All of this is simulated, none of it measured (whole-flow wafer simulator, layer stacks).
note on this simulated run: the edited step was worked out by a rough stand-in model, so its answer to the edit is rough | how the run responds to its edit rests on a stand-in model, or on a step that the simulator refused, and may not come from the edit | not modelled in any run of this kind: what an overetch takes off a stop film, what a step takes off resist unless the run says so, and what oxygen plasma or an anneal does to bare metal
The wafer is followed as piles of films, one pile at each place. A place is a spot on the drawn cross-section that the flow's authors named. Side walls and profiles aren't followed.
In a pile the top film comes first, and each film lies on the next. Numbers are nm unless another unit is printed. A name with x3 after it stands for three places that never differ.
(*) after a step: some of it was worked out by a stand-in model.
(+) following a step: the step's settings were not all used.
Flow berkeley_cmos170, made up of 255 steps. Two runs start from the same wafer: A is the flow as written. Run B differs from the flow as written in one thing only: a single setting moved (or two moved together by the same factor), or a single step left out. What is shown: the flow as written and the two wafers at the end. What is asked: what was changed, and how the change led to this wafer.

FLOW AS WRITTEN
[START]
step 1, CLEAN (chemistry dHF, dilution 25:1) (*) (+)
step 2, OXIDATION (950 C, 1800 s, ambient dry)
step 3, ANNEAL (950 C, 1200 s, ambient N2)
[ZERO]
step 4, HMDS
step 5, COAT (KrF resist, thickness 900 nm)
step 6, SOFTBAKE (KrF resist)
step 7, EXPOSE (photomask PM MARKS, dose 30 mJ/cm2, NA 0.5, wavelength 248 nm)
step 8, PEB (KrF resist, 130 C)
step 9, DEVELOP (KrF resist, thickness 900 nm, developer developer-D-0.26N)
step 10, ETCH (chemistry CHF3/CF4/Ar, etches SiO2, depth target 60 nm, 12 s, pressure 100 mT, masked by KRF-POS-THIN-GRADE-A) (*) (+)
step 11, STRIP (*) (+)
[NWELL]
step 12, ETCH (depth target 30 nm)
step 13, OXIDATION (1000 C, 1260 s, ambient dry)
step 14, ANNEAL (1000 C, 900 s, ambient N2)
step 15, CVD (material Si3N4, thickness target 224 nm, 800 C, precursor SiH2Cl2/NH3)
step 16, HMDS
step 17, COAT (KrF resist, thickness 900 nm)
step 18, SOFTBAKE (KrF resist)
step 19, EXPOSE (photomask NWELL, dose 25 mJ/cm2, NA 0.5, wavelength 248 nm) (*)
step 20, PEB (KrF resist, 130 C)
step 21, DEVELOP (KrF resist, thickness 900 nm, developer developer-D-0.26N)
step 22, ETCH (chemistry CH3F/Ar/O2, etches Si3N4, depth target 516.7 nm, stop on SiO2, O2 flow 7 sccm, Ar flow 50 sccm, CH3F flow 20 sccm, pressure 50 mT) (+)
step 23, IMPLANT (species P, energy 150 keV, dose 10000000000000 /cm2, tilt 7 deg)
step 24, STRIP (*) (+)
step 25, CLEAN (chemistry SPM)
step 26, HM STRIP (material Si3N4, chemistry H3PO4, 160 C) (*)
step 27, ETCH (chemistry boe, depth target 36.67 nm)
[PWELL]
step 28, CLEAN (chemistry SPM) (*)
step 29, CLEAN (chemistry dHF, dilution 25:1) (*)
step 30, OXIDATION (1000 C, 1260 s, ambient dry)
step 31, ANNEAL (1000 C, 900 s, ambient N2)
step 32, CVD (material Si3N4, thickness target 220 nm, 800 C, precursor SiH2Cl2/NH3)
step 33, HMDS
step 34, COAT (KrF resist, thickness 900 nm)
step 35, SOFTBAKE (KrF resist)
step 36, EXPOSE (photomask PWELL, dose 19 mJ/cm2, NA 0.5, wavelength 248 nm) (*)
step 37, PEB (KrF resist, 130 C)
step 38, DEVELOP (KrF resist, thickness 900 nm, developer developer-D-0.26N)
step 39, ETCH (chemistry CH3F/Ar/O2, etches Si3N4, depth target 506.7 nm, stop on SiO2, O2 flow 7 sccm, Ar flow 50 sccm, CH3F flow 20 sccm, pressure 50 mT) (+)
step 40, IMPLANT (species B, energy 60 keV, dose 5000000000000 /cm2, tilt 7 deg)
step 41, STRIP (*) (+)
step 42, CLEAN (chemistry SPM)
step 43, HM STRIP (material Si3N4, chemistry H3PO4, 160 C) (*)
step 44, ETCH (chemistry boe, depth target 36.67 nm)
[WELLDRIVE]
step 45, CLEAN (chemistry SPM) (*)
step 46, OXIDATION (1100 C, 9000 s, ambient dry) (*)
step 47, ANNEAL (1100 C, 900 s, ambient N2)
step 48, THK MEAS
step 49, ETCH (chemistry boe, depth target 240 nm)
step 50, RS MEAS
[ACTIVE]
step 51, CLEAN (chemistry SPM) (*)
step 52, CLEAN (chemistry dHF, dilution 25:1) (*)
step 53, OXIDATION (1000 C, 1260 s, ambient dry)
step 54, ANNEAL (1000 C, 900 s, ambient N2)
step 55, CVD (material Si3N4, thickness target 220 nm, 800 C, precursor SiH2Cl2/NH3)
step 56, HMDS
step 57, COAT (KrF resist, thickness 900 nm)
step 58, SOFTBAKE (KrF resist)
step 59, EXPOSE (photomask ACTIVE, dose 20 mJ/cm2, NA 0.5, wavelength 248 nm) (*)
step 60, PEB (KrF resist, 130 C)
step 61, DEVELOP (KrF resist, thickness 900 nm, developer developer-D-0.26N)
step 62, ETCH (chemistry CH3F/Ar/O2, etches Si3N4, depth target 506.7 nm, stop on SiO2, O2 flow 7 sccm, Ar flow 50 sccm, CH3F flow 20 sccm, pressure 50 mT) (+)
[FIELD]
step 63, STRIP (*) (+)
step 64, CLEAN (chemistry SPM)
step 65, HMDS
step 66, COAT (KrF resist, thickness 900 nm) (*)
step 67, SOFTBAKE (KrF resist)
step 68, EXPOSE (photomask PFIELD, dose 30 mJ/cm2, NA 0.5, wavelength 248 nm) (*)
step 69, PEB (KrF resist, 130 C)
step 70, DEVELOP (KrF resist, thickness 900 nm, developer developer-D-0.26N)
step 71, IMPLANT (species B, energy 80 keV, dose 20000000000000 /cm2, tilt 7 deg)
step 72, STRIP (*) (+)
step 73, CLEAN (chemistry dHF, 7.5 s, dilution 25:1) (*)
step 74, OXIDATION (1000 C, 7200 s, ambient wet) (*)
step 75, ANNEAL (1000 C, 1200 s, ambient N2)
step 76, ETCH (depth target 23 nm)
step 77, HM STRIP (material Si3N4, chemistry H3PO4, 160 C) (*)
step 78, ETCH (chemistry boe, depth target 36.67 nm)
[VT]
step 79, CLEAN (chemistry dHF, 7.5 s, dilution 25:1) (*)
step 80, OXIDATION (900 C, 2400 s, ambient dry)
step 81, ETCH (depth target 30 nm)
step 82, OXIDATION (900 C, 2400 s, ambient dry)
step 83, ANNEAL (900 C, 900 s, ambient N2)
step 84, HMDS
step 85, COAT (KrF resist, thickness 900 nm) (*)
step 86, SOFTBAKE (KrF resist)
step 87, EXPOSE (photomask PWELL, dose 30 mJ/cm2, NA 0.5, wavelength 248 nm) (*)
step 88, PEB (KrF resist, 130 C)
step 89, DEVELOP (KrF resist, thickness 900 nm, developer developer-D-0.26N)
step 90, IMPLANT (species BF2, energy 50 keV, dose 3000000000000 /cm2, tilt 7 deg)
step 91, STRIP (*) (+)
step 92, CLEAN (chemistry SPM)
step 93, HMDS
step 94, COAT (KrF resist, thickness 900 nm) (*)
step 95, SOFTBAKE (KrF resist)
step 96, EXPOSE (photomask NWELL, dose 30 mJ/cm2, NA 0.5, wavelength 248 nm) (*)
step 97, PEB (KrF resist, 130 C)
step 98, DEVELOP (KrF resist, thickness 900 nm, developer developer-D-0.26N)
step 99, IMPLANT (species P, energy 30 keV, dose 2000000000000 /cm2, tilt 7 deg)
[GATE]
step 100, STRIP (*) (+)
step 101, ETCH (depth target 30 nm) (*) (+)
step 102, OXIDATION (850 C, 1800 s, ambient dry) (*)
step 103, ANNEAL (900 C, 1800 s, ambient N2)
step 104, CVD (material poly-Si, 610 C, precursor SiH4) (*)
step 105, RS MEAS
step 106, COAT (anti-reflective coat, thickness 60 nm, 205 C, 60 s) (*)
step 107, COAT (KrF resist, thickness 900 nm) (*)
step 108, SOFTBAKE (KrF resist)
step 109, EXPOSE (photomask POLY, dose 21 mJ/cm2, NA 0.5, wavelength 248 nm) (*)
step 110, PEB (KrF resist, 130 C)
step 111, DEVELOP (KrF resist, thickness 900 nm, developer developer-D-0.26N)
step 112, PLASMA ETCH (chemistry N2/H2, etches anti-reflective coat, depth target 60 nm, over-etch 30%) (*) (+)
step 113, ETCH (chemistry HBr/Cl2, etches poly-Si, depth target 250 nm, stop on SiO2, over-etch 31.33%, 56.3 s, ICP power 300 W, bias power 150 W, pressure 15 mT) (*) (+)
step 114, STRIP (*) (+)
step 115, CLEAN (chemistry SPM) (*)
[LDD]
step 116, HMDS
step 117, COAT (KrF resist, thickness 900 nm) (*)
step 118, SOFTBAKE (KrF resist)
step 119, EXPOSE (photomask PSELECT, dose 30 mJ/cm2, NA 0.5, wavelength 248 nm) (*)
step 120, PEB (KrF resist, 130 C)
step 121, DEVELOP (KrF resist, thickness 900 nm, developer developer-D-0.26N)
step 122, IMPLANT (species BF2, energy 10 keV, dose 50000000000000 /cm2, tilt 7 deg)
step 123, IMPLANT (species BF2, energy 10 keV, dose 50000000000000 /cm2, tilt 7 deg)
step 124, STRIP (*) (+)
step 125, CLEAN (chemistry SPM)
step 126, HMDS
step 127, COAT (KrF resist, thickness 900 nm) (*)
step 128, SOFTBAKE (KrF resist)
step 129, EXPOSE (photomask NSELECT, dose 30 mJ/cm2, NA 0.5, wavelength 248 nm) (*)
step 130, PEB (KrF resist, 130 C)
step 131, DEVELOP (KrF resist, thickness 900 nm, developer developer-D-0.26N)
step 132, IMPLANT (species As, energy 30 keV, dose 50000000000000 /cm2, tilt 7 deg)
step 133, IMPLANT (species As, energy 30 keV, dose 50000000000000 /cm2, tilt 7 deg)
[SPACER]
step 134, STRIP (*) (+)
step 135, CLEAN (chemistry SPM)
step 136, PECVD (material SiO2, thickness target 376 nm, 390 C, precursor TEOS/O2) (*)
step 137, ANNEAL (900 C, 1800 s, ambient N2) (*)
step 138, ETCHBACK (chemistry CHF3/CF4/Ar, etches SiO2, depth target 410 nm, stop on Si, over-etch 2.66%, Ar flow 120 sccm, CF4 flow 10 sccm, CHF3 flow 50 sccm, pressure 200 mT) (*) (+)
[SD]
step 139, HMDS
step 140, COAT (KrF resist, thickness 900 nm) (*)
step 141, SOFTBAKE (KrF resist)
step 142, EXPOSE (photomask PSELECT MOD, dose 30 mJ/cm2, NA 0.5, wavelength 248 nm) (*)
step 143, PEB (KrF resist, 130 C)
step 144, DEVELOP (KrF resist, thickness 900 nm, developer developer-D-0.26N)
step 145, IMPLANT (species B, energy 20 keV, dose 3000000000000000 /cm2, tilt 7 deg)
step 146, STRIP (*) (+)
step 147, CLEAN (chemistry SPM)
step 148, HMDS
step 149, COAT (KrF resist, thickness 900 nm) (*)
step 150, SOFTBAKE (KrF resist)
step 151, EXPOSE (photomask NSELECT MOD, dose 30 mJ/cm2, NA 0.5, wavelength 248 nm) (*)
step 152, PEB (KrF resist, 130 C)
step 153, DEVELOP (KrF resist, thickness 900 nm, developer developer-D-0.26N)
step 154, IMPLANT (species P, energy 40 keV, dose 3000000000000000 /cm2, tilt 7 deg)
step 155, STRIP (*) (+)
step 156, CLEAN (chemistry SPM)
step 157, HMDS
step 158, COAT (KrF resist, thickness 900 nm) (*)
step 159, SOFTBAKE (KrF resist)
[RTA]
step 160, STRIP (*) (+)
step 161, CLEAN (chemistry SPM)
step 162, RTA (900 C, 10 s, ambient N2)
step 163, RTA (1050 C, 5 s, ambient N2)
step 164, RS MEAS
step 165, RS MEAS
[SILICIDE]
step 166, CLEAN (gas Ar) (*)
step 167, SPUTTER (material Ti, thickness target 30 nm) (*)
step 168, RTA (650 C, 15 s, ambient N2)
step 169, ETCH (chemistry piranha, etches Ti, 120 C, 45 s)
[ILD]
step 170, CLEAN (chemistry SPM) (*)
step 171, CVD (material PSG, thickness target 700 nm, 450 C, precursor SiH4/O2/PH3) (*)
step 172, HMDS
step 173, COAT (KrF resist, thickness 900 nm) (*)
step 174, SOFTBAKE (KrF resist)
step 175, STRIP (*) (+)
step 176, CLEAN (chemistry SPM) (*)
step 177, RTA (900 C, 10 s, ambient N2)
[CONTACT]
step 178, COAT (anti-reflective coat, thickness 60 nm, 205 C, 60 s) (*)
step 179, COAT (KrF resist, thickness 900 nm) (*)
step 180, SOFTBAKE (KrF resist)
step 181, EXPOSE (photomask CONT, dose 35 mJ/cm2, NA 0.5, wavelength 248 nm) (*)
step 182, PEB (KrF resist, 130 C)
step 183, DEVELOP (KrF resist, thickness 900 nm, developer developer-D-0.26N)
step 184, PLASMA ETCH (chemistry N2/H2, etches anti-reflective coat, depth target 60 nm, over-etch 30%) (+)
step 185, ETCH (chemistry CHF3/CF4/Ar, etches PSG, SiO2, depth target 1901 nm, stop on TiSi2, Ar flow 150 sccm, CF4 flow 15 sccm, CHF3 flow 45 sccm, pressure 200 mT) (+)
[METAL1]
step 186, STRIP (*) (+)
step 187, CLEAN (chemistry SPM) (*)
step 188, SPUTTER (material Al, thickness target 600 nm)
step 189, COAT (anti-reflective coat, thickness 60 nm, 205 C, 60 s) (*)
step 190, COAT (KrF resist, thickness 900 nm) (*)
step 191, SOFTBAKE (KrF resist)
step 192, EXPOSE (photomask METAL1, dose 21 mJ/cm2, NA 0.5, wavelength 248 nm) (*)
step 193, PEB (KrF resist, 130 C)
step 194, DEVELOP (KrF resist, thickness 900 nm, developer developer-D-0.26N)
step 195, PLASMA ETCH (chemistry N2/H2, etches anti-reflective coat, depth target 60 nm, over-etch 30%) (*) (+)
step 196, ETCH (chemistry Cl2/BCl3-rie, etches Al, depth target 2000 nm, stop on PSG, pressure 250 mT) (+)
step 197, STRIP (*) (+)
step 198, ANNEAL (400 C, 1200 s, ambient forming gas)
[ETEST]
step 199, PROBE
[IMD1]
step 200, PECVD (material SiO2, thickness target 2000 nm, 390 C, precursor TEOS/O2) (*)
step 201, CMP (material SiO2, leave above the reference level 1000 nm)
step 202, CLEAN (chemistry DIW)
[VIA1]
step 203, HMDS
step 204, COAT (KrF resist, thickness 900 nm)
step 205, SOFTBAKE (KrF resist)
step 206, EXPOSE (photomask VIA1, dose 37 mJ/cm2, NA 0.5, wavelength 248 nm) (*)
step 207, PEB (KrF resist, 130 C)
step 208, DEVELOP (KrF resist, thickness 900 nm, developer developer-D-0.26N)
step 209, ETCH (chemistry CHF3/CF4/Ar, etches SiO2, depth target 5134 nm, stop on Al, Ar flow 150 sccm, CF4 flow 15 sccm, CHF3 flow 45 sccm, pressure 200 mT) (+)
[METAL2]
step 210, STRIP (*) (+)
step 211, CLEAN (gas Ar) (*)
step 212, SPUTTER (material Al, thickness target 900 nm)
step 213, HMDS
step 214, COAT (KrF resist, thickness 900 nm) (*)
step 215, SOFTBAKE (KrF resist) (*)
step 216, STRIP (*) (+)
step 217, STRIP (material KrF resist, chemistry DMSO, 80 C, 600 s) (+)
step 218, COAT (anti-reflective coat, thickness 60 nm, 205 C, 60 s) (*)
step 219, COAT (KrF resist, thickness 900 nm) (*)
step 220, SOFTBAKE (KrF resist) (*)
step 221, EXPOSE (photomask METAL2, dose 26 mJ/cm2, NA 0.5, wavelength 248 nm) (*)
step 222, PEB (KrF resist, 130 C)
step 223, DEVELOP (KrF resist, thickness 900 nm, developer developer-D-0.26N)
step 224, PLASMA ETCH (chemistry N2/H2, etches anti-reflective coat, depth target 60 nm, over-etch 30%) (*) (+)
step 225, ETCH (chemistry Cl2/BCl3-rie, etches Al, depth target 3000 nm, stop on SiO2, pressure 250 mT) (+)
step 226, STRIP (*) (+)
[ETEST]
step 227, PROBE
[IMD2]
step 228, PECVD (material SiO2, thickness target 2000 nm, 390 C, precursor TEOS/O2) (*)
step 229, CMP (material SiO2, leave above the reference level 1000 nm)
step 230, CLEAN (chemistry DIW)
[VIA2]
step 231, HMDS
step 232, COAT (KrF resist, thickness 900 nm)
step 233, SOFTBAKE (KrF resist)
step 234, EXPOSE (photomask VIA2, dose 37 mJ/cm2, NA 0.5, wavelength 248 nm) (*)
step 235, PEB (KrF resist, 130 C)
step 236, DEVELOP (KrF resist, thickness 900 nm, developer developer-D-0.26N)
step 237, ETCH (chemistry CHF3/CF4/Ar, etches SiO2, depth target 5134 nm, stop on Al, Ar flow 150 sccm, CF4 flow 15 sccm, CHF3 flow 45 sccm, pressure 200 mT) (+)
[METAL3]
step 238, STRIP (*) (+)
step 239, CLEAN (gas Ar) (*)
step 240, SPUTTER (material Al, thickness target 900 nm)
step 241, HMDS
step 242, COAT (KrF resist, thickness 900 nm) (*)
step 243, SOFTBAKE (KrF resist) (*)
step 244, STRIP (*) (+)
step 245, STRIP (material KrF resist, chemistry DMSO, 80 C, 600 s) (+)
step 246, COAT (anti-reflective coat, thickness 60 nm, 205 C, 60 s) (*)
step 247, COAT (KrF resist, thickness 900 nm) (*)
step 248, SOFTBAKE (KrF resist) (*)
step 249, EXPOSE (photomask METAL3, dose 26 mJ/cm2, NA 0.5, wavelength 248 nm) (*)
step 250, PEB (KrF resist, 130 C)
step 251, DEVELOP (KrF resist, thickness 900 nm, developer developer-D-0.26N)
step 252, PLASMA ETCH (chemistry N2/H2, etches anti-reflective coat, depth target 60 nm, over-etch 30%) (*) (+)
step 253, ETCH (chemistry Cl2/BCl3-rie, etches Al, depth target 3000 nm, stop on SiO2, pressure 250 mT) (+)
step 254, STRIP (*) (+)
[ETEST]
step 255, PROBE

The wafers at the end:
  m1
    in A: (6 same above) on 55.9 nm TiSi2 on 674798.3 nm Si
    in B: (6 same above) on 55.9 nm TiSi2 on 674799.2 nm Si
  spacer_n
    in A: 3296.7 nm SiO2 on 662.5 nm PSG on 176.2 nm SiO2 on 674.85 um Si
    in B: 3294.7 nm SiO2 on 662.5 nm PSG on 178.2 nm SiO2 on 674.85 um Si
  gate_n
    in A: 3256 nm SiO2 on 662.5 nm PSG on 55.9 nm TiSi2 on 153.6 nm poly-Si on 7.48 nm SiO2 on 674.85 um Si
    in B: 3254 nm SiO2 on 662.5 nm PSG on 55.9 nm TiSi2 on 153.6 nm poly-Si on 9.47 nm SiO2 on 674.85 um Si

Cause: step 101, ETCH: depth target 10.86 nm was run, while the flow as written has depth target 30 nm.

The path from the change to this, step by step:
  step 101, ETCH (depth target 30 nm) (*) (+)
      sd_n, spacer_n, gate_n and 8 more: A SiO2 loses 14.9 (all of it) | B SiO2 loses 10.9
      field: A SiO2 loses 30 | B SiO2 loses 10.9
  step 102, OXIDATION (850 C, 1800 s, ambient dry) (*)
      sd_n, spacer_n, gate_n and 8 more: A SiO2 gains 7.48 (new film), Si loses 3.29 | B SiO2 gains 5.39, Si loses 2.37
  step 106, COAT (anti-reflective coat, thickness 60 nm, 205 C, 60 s) (*)
      field: A anti-reflective coat gains 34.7 (new film) | B anti-reflective coat gains 35.6 (new film)
      sd_n: A anti-reflective coat gains 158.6 (new film) | B anti-reflective coat gains 174.8 (new film)
      (also at 7 further places)
  step 112, PLASMA ETCH (chemistry N2/H2, etches anti-reflective coat, depth target 60 nm, over-etch 30%) (*) (+)
      field: A anti-reflective coat loses 34.7 (all of it), poly-Si loses 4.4 | B anti-reflective coat loses 35.6 (all of it), poly-Si loses 4.92
      sd_n: A anti-reflective coat loses 158.6 (all of it), poly-Si loses 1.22 | B anti-reflective coat loses 174.8 (all of it), poly-Si loses 1.34
      (also at 8 further places)
  step 114, STRIP (*) (+)
      gate_n: A chemical SiO2 gains 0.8 (new film), KrF resist loses 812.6 (all of it), anti-reflective coat loses 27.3 (all of it), poly-Si loses 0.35 | B chemical SiO2 gains 0.8 (new film), KrF resist loses 827.8 (all of it), anti-reflective coat loses 23.4 (all of it), poly-Si loses 0.35
      gate_p: A chemical SiO2 gains 0.8 (new film), KrF resist loses 782.1 (all of it), anti-reflective coat loses 29.6 (all of it), poly-Si loses 0.35 | B chemical SiO2 gains 0.8 (new film), KrF resist loses 790.4 (all of it), anti-reflective coat loses 27.6 (all of it), poly-Si loses 0.35
  step 178, COAT (anti-reflective coat, thickness 60 nm, 205 C, 60 s) (*)
      sd_n: A anti-reflective coat gains 135.1 (new film) | B anti-reflective coat gains 146.8 (new film)
      m2: A anti-reflective coat gains 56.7 (new film) | B anti-reflective coat gains 54.3 (new film)
  step 186, STRIP (*) (+)
      sd_n: A KrF resist loses 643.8 (all of it), anti-reflective coat loses 135.1 (all of it) | B KrF resist loses 641.7 (all of it), anti-reflective coat loses 146.8 (all of it)
      m2: A KrF resist loses 689 (all of it), anti-reflective coat loses 56.7 (all of it) | B KrF resist loses 695.9 (all of it), anti-reflective coat loses 54.3 (all of it)
  step 189, COAT (anti-reflective coat, thickness 60 nm, 205 C, 60 s) (*)
      gate_n: A anti-reflective coat gains 48 (new film) | B anti-reflective coat gains 49 (new film)
      sd_p: A anti-reflective coat gains 86.5 (new film) | B anti-reflective coat gains 89.2 (new film)
      (also at 3 further places)
  step 195, PLASMA ETCH (chemistry N2/H2, etches anti-reflective coat, depth target 60 nm, over-etch 30%) (*) (+)
      contact, m1, via1, m2, via2: A KrF resist loses 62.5 | B KrF resist loses 64.4
      gate_n: A anti-reflective coat loses 48 (all of it) | B anti-reflective coat loses 49 (all of it)
      (also at 2 further places)
  step 196, ETCH (chemistry Cl2/BCl3-rie, etches Al, depth target 2000 nm, stop on PSG, pressure 250 mT) (+)
      sd_p: A Al loses 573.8 (all of it), PSG loses 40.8 | B Al loses 566.4 (all of it), PSG loses 41.7
  step 197, STRIP (*) (+)
      m1: A KrF resist loses 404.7 (all of it), anti-reflective coat loses 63 (all of it) | B KrF resist loses 408.7 (all of it), anti-reflective coat loses 61.7 (all of it)
      m2: A KrF resist loses 412.9 (all of it), anti-reflective coat loses 61.1 (all of it) | B KrF resist loses 418.5 (all of it), anti-reflective coat loses 58.6 (all of it)
  step 201, CMP (material SiO2, leave above the reference level 1000 nm)
      field: A SiO2 loses 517 | B SiO2 loses 535.2
